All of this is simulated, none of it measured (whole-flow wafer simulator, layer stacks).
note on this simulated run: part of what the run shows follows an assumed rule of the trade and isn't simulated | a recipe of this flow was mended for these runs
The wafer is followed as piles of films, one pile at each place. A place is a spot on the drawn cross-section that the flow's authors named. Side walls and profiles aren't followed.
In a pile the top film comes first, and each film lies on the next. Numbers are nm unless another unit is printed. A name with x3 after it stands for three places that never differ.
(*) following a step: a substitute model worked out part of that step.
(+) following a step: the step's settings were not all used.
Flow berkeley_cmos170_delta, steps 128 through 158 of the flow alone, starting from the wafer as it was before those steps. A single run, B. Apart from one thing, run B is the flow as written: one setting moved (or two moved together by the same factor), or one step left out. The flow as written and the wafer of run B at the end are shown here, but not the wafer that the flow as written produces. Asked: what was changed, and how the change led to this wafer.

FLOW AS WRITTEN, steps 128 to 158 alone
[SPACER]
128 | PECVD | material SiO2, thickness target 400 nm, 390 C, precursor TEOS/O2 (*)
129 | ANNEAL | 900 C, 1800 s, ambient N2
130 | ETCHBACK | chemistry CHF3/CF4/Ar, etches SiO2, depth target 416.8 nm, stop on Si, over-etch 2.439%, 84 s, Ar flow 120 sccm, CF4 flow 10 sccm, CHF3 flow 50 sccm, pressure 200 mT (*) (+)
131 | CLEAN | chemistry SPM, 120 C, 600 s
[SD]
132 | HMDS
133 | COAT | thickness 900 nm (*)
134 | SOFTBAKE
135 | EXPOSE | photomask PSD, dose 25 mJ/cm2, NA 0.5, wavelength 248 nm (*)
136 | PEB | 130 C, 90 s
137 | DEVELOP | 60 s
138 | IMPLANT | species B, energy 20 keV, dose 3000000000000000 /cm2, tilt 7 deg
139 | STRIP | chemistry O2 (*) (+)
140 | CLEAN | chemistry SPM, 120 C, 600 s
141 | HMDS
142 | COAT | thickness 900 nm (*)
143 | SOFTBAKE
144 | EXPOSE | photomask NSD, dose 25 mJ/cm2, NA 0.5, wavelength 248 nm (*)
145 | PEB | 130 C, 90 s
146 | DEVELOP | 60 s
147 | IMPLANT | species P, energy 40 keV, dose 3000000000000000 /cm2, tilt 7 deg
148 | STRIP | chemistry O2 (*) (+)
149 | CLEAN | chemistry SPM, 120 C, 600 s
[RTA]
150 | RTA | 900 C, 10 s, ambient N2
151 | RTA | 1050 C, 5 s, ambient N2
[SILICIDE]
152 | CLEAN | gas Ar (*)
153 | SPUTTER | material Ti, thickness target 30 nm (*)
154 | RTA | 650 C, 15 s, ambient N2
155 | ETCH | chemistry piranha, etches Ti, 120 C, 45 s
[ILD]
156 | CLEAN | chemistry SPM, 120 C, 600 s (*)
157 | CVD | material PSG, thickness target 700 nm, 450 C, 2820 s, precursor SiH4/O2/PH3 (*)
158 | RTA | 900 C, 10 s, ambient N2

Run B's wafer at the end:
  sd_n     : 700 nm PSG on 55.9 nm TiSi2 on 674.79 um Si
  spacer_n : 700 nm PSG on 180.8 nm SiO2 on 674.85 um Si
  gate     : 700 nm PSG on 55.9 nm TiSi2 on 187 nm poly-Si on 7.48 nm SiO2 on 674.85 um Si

Cause: step 128, PECVD: thickness target 355 nm was run, whereas the flow has thickness target 400 nm.

Step by step, how the change led to this:
  128 | PECVD | material SiO2, thickness target 400 nm, 390 C, precursor TEOS/O2 (*)
      field, sd_n, contact, m1: +355 SiO2 (as written it would have been: +400 SiO2)
      spacer_n, sd_p, spacer_p: +340.8 SiO2 (as written it would have been: +383.7 SiO2)
      (and at 2 other places as well)
  130 | ETCHBACK | chemistry CHF3/CF4/Ar, etches SiO2, depth target 416.8 nm, stop on Si, over-etch 2.439%, 84 s, Ar flow 120 sccm, CF4 flow 10 sccm, CHF3 flow 50 sccm, pressure 200 mT (*) (+)
      sd_n: -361 SiO2 (all of it), -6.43 Si (as written it would have been: -406 SiO2 (all of it), -2.34 Si)
      gate: -355 SiO2 (all of it), -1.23 chemical SiO2 (all of it), -6.43 poly-Si (as written it would have been: -400 SiO2 (all of it), -1.23 chemical SiO2 (all of it), -2.34 poly-Si)
      (and at 4 other places as well)
  133 | COAT | thickness 900 nm (*)
      sd_n: +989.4 KrF-resist (new film) (as written it would have been: +1013.7 KrF-resist (new film))
      spacer_n: +820.6 KrF-resist (new film) (as written it would have been: +801.4 KrF-resist (new film))
      (and at 5 other places as well)
  137 | DEVELOP | 60 s
      sd_p: -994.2 KrF-resist (all of it) (as written it would have been: -1014.9 KrF-resist (all of it))
      spacer_p: -813.8 KrF-resist (all of it) (as written it would have been: -792.3 KrF-resist (all of it))
      (and at 1 other place as well)
  139 | STRIP | chemistry O2 (*) (+)
      sd_n: -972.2 KrF-resist (all of it), +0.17 chemical SiO2, -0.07 Si (as written it would have been: -996.5 KrF-resist (all of it), +0.17 chemical SiO2, -0.08 Si)
      spacer_n: -803.9 KrF-resist (all of it) (as written it would have been: -784.8 KrF-resist (all of it))
      (and at 2 other places as well)
  142 | COAT | thickness 900 nm (*)
      sd_n: +989.4 KrF-resist (new film) (as written it would have been: +1013.7 KrF-resist (new film))
      spacer_n: +820.7 KrF-resist (new film) (as written it would have been: +801.5 KrF-resist (new film))
      (and at 5 other places as well)
  146 | DEVELOP | 60 s
      sd_n: -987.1 KrF-resist (all of it) (as written it would have been: -1011.4 KrF-resist (all of it))
      spacer_n: -818.9 KrF-resist (all of it) (as written it would have been: -799.8 KrF-resist (all of it))
      (and at 2 other places as well)
  148 | STRIP | chemistry O2 (*) (+)
      sd_p: -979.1 KrF-resist (all of it), +0.07 chemical SiO2 (as written it would have been: -999.9 KrF-resist (all of it), +0.07 chemical SiO2)
      spacer_p: -798.9 KrF-resist (all of it) (as written it would have been: -777.5 KrF-resist (all of it))
      (and at 1 other place as well)
  153 | SPUTTER | material Ti, thickness target 30 nm (*)
      sd_p: +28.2 Ti (new film) (as written it would have been: +27.5 Ti (new film))
  154 | RTA | 650 C, 15 s, ambient N2
      sd_p: -22 Ti, +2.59 TiSi first (new film), +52 TiSi2 C49 (new film), -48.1 Si (as written it would have been: -21.5 Ti, +1.37 TiSi first (new film), +52.5 TiSi2 C49 (new film), -47.8 Si)
  158 | RTA | 900 C, 10 s, ambient N2
      sd_p: under 1 film: +52.4 TiSi2 (new film), -2.49 TiSi first (all of it), -52 TiSi2 C49 (all of it), -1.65 Si (as written it would have been: under 1 film: +51.3 TiSi2 (new film), -1.27 TiSi first (all of it), -52.5 TiSi2 C49 (all of it), -0.84 Si)
